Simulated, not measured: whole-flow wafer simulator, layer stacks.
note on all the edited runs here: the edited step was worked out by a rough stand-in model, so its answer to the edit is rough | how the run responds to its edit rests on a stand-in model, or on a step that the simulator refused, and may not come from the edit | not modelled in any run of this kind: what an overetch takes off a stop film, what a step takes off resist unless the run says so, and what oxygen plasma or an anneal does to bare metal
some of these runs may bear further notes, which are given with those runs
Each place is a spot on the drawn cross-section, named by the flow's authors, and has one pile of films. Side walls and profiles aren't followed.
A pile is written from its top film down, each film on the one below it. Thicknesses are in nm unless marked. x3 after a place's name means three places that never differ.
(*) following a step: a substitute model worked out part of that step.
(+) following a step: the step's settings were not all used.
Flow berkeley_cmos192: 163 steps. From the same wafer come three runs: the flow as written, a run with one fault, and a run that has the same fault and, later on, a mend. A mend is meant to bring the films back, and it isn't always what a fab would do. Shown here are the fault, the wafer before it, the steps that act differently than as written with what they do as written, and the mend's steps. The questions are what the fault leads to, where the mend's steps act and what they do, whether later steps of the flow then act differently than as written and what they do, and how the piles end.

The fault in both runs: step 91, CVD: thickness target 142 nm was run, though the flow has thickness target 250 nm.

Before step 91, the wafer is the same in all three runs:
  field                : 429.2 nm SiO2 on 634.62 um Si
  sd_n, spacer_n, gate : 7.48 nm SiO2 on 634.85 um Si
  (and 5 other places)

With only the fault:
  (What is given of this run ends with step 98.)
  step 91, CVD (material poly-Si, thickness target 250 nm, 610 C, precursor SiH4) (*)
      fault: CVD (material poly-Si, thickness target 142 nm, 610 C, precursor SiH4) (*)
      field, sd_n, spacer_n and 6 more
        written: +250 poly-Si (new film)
        fault: +142 poly-Si (new film)
  Steps later in the flow that act otherwise than as written (2 other steps are not shown; they differ only slightly, by no more than 2% or 0.5 nm, whichever is larger):
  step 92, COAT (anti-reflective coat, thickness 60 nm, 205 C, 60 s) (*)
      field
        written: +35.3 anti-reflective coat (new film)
        fault: +34.4 anti-reflective coat (new film)
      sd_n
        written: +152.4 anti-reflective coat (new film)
        fault: +148.3 anti-reflective coat (new film)
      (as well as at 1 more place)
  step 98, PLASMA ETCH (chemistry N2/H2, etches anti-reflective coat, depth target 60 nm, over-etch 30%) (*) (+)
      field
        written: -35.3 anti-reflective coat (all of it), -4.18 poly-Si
        fault: -34.4 anti-reflective coat (all of it), -4.06 poly-Si
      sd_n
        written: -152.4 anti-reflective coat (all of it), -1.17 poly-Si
        fault: -148.3 anti-reflective coat (all of it), -1.14 poly-Si
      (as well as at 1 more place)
  Once step 98 is done, the piles at field, sd_n, spacer_n and 6 more depart from the flow's by more than 2% or 0.5 nm, whichever is larger.
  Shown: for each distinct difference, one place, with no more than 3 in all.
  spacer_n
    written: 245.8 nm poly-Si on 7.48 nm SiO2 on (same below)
    fault: 137.9 nm poly-Si on 7.48 nm SiO2 on (same below)
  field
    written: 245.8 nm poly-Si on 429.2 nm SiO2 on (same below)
    fault: 137.9 nm poly-Si on 429.2 nm SiO2 on (same below)
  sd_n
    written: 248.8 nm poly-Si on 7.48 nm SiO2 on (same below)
    fault: 140.9 nm poly-Si on 7.48 nm SiO2 on (same below)

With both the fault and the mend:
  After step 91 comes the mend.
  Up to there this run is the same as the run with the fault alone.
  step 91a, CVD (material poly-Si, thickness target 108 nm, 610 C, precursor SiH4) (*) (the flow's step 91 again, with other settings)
      field, sd_n, spacer_n and 6 more
        +108 poly-Si
  Every later step of the flow that is run acts as written, at every place that is followed, to within 2% or 0.5 nm, whichever is larger.
  By the end, the piles equal the flow's at every place that both follow.
